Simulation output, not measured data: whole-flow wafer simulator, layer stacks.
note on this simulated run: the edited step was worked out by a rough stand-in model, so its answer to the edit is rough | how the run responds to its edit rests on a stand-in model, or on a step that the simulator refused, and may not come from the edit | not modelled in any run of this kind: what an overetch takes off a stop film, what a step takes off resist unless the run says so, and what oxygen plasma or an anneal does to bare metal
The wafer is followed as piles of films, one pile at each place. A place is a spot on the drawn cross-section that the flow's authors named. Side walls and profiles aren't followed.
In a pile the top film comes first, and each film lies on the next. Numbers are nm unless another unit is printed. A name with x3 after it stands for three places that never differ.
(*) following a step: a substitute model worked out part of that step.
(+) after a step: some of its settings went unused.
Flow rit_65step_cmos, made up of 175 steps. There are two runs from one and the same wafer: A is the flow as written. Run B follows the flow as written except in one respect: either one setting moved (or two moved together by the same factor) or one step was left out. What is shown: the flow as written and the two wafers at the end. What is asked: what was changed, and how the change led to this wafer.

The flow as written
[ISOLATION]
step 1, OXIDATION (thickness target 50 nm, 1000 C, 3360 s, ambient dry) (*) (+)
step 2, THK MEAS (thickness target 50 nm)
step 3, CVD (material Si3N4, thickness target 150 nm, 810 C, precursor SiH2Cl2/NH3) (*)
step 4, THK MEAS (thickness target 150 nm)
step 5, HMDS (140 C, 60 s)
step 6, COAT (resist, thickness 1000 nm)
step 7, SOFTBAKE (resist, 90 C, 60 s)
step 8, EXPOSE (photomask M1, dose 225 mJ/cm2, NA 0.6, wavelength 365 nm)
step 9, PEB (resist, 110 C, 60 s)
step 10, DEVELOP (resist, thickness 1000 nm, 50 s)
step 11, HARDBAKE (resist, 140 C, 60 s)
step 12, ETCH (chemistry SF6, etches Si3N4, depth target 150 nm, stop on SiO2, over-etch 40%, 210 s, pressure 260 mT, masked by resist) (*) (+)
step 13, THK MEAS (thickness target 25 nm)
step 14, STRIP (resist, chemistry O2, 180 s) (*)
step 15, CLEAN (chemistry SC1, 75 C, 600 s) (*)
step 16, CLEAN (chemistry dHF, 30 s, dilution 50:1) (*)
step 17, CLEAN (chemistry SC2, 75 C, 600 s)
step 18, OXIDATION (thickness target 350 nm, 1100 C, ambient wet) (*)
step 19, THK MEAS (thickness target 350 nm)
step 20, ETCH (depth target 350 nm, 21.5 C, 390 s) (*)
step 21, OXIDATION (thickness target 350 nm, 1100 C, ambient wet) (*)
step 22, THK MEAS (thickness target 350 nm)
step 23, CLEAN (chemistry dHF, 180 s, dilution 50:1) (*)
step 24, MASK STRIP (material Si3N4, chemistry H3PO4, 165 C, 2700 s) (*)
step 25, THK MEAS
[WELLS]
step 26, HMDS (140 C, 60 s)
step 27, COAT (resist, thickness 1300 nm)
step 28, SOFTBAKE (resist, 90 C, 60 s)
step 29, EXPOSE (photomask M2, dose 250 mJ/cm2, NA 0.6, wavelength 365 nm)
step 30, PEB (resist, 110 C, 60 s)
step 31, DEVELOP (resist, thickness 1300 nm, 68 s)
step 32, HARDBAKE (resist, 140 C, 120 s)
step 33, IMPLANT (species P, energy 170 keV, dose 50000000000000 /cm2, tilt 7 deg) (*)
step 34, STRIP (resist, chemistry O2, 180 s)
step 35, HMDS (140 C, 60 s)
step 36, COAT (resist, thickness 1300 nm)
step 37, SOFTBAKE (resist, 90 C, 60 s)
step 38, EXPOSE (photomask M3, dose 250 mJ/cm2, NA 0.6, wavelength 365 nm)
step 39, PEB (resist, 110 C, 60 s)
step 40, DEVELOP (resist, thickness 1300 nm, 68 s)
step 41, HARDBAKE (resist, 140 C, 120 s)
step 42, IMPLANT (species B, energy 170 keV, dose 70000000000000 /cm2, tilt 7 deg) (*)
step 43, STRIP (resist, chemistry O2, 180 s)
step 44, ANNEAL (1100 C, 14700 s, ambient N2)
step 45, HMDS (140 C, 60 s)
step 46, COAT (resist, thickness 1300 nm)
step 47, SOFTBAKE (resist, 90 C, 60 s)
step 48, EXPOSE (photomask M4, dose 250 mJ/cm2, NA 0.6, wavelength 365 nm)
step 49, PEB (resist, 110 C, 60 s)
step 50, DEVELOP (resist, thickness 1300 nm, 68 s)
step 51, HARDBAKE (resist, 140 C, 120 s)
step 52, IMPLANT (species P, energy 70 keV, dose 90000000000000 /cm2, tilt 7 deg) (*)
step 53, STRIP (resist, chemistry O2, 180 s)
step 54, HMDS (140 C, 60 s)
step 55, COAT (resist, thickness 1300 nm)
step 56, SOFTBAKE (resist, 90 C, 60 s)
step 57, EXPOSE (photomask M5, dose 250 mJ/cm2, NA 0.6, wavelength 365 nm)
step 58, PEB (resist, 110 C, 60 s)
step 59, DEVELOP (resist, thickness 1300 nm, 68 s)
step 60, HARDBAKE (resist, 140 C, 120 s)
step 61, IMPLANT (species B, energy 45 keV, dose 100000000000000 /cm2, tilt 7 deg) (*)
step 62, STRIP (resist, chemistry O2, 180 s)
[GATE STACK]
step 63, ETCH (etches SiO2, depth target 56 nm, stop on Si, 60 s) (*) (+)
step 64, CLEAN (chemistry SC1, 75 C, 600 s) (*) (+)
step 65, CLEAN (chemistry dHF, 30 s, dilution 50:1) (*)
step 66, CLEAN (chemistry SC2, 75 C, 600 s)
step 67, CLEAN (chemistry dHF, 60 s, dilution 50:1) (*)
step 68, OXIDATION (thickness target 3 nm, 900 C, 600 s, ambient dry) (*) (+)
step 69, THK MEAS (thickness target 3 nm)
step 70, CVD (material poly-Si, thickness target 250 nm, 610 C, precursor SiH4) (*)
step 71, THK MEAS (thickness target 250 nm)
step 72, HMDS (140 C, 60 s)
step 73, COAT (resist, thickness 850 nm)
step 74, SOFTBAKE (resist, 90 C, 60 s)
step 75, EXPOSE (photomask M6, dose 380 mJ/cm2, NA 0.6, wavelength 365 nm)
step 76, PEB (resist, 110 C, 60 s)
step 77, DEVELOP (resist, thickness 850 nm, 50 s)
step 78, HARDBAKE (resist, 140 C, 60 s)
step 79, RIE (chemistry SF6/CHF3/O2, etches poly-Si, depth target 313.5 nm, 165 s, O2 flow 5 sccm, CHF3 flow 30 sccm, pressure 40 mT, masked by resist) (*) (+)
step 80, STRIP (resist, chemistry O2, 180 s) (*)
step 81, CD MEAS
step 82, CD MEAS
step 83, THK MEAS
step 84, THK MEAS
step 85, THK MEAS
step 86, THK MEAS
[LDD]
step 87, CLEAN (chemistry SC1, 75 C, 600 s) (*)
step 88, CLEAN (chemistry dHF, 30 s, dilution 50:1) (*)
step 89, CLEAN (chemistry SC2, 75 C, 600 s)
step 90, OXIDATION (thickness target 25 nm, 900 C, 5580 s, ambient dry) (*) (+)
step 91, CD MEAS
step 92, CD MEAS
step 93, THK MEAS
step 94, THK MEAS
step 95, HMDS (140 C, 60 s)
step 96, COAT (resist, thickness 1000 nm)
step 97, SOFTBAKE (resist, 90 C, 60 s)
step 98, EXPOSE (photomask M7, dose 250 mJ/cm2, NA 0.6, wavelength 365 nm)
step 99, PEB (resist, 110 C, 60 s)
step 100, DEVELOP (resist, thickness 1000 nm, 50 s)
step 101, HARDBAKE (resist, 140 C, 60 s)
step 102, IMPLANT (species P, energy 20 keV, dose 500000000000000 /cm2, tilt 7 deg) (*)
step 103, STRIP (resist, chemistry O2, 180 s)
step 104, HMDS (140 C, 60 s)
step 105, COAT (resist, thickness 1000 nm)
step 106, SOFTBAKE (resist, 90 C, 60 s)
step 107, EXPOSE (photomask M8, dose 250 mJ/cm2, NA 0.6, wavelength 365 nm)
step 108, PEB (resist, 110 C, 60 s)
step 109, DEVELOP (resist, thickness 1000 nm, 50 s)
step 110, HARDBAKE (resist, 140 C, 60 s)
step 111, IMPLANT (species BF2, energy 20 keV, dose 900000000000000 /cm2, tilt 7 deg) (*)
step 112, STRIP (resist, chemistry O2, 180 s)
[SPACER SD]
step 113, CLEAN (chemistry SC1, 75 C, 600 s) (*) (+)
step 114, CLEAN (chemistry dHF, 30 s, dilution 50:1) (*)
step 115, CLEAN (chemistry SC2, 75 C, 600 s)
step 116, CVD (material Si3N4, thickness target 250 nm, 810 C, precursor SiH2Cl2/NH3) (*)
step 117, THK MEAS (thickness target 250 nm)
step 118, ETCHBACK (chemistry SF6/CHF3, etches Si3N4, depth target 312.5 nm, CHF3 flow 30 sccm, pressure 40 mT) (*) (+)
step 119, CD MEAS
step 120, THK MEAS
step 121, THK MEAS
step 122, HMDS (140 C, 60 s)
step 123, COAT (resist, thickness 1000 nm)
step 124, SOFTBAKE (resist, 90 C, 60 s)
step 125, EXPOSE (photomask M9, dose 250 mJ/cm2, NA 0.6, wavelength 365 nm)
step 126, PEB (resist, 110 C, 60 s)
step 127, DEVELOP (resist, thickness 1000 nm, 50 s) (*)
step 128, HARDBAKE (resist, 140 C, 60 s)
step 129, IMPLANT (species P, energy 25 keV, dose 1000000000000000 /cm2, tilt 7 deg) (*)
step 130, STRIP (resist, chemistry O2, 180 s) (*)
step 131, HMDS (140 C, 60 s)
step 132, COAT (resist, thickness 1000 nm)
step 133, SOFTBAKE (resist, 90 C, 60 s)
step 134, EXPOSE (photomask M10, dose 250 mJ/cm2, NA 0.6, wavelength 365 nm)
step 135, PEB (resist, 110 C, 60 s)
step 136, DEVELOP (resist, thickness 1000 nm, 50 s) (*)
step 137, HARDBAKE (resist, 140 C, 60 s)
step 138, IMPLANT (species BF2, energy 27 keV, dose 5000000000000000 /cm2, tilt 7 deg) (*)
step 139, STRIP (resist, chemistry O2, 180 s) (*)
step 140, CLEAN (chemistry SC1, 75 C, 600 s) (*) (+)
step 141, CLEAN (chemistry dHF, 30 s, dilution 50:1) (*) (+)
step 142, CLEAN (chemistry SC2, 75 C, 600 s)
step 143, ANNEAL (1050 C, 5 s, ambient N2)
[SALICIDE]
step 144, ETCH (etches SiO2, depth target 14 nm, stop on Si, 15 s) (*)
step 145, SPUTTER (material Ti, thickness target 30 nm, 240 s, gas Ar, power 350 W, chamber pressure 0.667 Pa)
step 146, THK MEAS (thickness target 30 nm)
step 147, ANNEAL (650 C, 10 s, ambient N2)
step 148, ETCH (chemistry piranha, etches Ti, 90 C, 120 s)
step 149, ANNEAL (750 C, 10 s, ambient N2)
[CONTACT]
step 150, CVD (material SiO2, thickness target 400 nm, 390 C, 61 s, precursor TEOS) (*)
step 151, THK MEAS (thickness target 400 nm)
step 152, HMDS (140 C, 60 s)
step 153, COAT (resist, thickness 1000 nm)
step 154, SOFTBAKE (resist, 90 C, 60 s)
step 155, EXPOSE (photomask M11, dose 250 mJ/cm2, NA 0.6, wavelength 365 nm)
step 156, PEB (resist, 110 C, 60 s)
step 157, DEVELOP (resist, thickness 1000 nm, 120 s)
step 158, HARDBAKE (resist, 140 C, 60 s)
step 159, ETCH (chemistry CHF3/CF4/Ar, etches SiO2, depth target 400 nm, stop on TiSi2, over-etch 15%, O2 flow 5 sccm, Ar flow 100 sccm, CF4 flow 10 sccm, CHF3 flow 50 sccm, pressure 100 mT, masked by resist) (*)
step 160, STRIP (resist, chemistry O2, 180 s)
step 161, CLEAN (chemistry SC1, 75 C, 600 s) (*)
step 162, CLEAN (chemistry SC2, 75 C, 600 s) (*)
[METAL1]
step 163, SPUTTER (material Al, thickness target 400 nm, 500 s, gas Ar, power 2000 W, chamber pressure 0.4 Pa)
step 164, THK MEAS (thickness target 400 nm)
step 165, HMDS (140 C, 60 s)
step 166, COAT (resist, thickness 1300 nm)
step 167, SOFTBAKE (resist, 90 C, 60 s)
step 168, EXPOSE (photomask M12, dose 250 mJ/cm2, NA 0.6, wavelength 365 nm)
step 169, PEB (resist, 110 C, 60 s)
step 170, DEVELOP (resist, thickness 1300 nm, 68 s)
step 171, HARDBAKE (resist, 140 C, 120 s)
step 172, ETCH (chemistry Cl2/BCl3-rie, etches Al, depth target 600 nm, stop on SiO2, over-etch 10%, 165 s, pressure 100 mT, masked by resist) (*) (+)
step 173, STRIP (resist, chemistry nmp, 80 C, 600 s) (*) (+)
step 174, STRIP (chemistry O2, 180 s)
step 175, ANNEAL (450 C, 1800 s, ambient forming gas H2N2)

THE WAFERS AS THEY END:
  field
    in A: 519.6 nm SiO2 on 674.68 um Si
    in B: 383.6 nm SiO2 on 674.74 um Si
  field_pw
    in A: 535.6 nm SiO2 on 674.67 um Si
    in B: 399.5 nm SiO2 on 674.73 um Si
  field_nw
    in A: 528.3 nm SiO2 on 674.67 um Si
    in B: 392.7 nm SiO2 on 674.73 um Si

Cause: step 21, OXIDATION: thickness target 210 nm was run, whereas the flow has thickness target 350 nm.

The path from the change to this, step by step:
  step 21, OXIDATION (thickness target 350 nm, 1100 C, ambient wet) (*)
      active_n, active_p, gate_n and 7 more: A +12 SiO2 (new film), -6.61 Si3N4 | B +6.11 SiO2 (new film), -3.37 Si3N4
      field, field_pw, field_nw, field_p: A +350 SiO2 (new film), -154 Si | B +210 SiO2 (new film), -92.4 Si
  step 23, CLEAN (chemistry dHF, 180 s, dilution 50:1) (*)
      active_n, active_p, gate_n and 7 more: A -12 SiO2 (all of it), -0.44 Si3N4 | B -6.11 SiO2 (all of it), -0.98 Si3N4
  step 24, MASK STRIP (material Si3N4, chemistry H3PO4, 165 C, 2700 s) (*)
      active_n, active_p, gate_n and 7 more: A -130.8 Si3N4 (all of it), -5.68 SiO2 | B -133.5 Si3N4 (all of it), -5.58 SiO2
  step 27, COAT (resist, thickness 1300 nm)
      field_pw, field_nw: A +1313 resist (new film) | B +1356 resist (new film)
      field: A +1315.7 resist (new film) | B +1374.4 resist (new film)
      (and at 1 other place as well)
  step 30, PEB (resist, 110 C, 60 s)
      field, field_p: A -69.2 resist | B -72.5 resist
      field_pw, field_nw: A -69.1 resist | B -71.3 resist
  step 31, DEVELOP (resist, thickness 1300 nm, 68 s)
      field_nw: A -1243.9 resist (all of it) | B -1284.7 resist (all of it)
      field_p: A -1246.4 resist (all of it) | B -1301.7 resist (all of it)
  step 32, HARDBAKE (resist, 140 C, 120 s)
      field: A -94 resist | B -99 resist
      field_pw: A -93.8 resist | B -96.8 resist
  step 34, STRIP (resist, chemistry O2, 180 s)
      field: A -1152.5 resist (all of it) | B -1202.9 resist (all of it)
      field_pw: A -1150.2 resist (all of it) | B -1187.8 resist (all of it)
  step 36, COAT (resist, thickness 1300 nm)
      field_pw, field_nw: A +1313 resist (new film) | B +1356 resist (new film)
      field: A +1315.7 resist (new film) | B +1374.4 resist (new film)
      (and at 1 other place as well)
  step 39, PEB (resist, 110 C, 60 s)
      field, field_p: A -69.2 resist | B -72.5 resist
      field_pw, field_nw: A -69.1 resist | B -71.3 resist
  step 40, DEVELOP (resist, thickness 1300 nm, 68 s)
      field: A -1246.5 resist (all of it) | B -1301.9 resist (all of it)
      field_pw: A -1243.9 resist (all of it) | B -1284.7 resist (all of it)
  step 41, HARDBAKE (resist, 140 C, 120 s)
      field_nw: A -93.8 resist | B -96.8 resist
      field_p: A -94 resist | B -99 resist
  step 43, STRIP (resist, chemistry O2, 180 s)
      field_nw: A -1150.2 resist (all of it) | B -1187.8 resist (all of it)
      field_p: A -1152.5 resist (all of it) | B -1202.7 resist (all of it)
  step 46, COAT (resist, thickness 1300 nm)
      field_pw, field_nw: A +1313 resist (new film) | B +1356 resist (new film)
      field: A +1315.7 resist (new film) | B +1374.4 resist (new film)
      (and at 1 other place as well)
  step 49, PEB (resist, 110 C, 60 s)
      field, field_p: A -69.2 resist | B -72.5 resist
      field_pw, field_nw: A -69.1 resist | B -71.3 resist
  step 50, DEVELOP (resist, thickness 1300 nm, 68 s)
      field_nw: A -1243.9 resist (all of it) | B -1284.7 resist (all of it)
      field_p: A -1246.4 resist (all of it) | B -1301.7 resist (all of it)
  ... another 37 steps ...
  step 170, DEVELOP (resist, thickness 1300 nm, 68 s)
      field: A -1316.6 resist (all of it) | B -1376.6 resist (all of it)
      field_pw: A -1285.5 resist (all of it) | B -1328 resist (all of it)
      (and at 2 other places as well)
